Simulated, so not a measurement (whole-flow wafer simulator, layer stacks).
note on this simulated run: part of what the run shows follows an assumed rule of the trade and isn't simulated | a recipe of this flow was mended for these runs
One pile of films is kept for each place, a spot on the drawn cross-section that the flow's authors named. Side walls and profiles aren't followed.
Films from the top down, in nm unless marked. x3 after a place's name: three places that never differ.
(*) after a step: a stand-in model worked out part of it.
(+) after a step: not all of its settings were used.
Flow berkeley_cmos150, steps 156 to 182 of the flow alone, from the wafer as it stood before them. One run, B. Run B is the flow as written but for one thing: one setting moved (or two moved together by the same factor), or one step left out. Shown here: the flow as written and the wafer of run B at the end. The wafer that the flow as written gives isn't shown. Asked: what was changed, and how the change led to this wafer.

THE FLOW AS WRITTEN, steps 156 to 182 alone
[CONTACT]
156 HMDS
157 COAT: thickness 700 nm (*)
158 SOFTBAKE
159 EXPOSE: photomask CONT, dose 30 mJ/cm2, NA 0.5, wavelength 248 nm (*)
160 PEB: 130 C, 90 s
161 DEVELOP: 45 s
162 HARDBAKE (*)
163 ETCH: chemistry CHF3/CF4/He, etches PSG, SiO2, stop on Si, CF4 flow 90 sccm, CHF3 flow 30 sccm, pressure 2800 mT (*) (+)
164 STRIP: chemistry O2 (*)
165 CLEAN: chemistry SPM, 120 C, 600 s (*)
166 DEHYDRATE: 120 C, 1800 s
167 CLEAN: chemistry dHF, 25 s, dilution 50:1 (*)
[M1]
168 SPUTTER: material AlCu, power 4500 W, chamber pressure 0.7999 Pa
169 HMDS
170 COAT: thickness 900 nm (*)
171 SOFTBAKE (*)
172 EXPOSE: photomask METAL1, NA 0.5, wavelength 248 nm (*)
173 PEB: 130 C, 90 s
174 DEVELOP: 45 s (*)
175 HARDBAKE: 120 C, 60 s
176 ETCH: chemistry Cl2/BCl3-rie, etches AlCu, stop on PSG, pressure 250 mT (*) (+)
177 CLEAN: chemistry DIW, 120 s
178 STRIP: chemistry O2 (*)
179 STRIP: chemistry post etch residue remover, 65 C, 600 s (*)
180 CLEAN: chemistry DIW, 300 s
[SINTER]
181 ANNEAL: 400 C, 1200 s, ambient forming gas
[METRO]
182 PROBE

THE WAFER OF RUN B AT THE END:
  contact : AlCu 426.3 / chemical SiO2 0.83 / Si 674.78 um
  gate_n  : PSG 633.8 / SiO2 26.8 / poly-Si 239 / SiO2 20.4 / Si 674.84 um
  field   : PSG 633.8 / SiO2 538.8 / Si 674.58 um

The cause: step 167, CLEAN: chemistry dHF, 25 s, dilution 50:1 (*), was left out.

How the change led to this, step by step:
  168 SPUTTER: material AlCu, power 4500 W, chamber pressure 0.7999 Pa
      contact: AlCu +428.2 (new film) (as written it would be: AlCu +443.6 (new film))
  178 STRIP: chemistry O2 (*)
      contact: thick-KrF-resist -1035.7 (all of it) (as written it would be: thick-KrF-resist -1006.2 (all of it))
